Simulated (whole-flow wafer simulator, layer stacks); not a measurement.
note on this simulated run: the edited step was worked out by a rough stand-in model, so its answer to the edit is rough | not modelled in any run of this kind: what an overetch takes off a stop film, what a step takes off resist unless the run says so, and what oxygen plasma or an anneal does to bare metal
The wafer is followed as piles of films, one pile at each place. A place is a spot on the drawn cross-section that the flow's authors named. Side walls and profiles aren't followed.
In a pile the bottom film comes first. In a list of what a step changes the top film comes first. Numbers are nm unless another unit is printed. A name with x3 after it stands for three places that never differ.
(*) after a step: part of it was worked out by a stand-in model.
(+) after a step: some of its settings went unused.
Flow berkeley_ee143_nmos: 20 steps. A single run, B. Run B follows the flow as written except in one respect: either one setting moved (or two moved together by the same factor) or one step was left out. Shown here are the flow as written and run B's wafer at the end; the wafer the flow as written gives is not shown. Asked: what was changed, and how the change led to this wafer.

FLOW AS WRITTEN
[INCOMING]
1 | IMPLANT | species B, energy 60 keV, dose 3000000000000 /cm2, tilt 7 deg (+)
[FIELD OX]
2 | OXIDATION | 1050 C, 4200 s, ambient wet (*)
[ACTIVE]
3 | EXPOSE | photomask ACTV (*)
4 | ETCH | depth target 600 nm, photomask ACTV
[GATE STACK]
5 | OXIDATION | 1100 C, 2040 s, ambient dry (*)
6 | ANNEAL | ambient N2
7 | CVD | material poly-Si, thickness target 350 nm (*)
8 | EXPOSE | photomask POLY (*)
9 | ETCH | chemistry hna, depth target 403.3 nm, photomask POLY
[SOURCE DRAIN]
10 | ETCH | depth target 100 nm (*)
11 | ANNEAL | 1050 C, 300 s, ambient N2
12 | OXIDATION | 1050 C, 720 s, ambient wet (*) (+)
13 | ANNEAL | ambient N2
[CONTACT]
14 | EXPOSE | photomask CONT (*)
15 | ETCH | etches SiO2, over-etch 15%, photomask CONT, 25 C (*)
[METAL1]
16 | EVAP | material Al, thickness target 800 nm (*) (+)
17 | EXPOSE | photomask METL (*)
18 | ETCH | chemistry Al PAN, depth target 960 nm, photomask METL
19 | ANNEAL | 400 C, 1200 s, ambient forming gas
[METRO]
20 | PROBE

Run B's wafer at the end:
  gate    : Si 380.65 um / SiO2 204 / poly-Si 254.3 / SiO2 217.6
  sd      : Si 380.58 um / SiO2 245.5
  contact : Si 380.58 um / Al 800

The reason: step 2, OXIDATION: 1129 C was run, whereas the flow has 1050 C.

How this came from the change, step by step:
  2 | OXIDATION | 1050 C, 4200 s, ambient wet (*)
      gate, sd, contact, field: SiO2 gains 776 (new film), chemical SiO2 loses 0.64 (all of it), Si loses 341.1 (as written it would have been: SiO2 gains 566.4 (new film), chemical SiO2 loses 0.64 (all of it), Si loses 248.9)
  4 | ETCH | depth target 600 nm, photomask ACTV
      gate, sd, contact: SiO2 loses 600 (as written it would have been: SiO2 loses 566.4 (all of it))
  5 | OXIDATION | 1100 C, 2040 s, ambient dry (*)
      gate, sd, contact: SiO2 gains 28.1, Si loses 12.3 (as written it would have been: SiO2 gains 79.7 (new film), Si loses 35.1)
      field: SiO2 gains 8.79, Si loses 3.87 (as written it would have been: SiO2 gains 11.6, Si loses 5.1)
  10 | ETCH | depth target 100 nm (*)
      sd, contact: SiO2 loses 100 (as written it would have been: SiO2 loses 79.7 (all of it))
  12 | OXIDATION | 1050 C, 720 s, ambient wet (*) (+)
      sd, contact: SiO2 gains 141.5, Si loses 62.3 (as written it would have been: SiO2 gains 189.4 (new film), Si loses 83.4)
      field: SiO2 gains 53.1, Si loses 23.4 (as written it would have been: SiO2 gains 69.1, Si loses 30.4)
  15 | ETCH | etches SiO2, over-etch 15%, photomask CONT, 25 C (*)
      contact: SiO2 loses 245.5 (all of it) (as written it would have been: SiO2 loses 189.4 (all of it))
